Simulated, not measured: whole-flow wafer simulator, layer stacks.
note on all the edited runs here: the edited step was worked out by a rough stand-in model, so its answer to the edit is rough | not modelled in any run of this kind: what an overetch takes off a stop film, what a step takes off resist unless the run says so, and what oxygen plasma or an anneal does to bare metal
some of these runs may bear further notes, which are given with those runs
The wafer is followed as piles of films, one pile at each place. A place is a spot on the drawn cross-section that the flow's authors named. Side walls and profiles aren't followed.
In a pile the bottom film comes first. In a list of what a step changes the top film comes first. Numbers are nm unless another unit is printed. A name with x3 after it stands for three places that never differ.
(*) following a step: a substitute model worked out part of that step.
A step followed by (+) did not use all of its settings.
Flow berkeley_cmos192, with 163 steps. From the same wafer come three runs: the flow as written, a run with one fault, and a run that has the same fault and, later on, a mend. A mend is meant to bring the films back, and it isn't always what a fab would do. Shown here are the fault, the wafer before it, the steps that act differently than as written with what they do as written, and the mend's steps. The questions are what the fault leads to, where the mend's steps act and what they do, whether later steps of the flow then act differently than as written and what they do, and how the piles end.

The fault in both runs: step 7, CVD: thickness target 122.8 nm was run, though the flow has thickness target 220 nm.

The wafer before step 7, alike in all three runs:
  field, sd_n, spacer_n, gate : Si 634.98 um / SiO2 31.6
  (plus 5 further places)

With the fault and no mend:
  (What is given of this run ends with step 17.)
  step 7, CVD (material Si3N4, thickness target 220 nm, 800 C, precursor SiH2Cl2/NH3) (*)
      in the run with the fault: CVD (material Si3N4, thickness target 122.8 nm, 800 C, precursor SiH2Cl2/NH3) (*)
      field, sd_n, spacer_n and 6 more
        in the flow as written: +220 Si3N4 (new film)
        in the run with the fault: +122.8 Si3N4 (new film)
  Steps further on in the flow that do not act as written:
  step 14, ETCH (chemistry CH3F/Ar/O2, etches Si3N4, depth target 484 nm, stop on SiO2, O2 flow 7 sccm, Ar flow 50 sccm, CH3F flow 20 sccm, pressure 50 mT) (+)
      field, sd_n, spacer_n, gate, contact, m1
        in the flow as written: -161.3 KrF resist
        in the run with the fault: -96.5 KrF resist
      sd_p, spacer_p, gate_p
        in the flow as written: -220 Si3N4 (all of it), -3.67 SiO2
        in the run with the fault: -122.8 Si3N4 (all of it), -3.67 SiO2
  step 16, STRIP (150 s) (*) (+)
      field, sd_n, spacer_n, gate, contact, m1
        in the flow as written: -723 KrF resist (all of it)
        in the run with the fault: -787.8 KrF resist (all of it)
  After step 17, at field, sd_n, spacer_n, gate, contact, m1, the piles differ from the flow's by more than 2% or 0.5 nm, whichever is larger.
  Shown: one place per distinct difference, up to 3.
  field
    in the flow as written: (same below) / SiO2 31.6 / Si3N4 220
    in the run with the fault: (same below) / SiO2 31.6 / Si3N4 122.8

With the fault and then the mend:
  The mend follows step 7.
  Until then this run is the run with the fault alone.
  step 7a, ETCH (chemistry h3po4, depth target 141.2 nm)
      field, sd_n, spacer_n and 6 more
        -122.8 Si3N4 (all of it)
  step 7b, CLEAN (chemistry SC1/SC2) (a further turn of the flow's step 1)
      does not change any film at any place that is followed
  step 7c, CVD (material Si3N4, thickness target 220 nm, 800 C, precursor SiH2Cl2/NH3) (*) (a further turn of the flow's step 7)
      field, sd_n, spacer_n and 6 more
        +220 Si3N4 (new film)
  Every later step of the flow that is run acts as written at every place that is followed.
  The piles end the same as the flow's at every place that both follow.
